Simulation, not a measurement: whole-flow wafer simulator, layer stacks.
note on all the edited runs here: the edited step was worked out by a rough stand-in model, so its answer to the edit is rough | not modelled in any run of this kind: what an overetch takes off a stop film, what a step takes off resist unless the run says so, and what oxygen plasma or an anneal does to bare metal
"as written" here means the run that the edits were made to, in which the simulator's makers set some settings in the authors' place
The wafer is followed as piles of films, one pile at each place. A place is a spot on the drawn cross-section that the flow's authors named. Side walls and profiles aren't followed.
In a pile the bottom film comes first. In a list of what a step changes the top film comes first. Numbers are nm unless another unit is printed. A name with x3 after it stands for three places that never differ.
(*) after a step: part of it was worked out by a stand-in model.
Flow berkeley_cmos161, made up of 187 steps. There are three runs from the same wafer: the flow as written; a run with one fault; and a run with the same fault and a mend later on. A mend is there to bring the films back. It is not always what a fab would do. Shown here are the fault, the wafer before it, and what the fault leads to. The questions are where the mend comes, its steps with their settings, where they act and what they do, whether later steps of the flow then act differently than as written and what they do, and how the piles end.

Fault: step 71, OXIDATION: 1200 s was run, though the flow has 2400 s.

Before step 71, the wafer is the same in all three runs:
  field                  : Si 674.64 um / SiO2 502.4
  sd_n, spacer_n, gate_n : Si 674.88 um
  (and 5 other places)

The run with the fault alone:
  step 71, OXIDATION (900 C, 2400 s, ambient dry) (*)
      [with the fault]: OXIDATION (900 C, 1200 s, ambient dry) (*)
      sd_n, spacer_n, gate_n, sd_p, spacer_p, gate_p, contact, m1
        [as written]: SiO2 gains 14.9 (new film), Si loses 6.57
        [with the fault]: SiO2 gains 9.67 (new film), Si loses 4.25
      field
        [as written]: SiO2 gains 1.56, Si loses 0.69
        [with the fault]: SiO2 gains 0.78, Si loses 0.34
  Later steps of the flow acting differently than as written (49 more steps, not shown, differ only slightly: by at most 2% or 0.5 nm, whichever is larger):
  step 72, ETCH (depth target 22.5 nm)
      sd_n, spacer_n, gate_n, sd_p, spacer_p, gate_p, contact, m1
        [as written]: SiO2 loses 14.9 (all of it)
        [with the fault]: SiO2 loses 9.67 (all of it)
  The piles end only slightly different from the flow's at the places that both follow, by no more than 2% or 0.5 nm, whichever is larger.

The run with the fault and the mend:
  The mend follows step 71.
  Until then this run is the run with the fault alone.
  step 71a, OXIDATION (900 C, 1200 s, ambient dry) (*) (the flow's step 71, run once more with other settings)
      sd_n, spacer_n, gate_n, sd_p, spacer_p, gate_p, contact, m1
        SiO2 gains 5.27, Si loses 2.32
      field
        SiO2 gains 0.78, Si loses 0.34
  Later steps of the flow that are run all act as written at every place that is followed.
  By the end, the piles equal the flow's at every place that both follow.
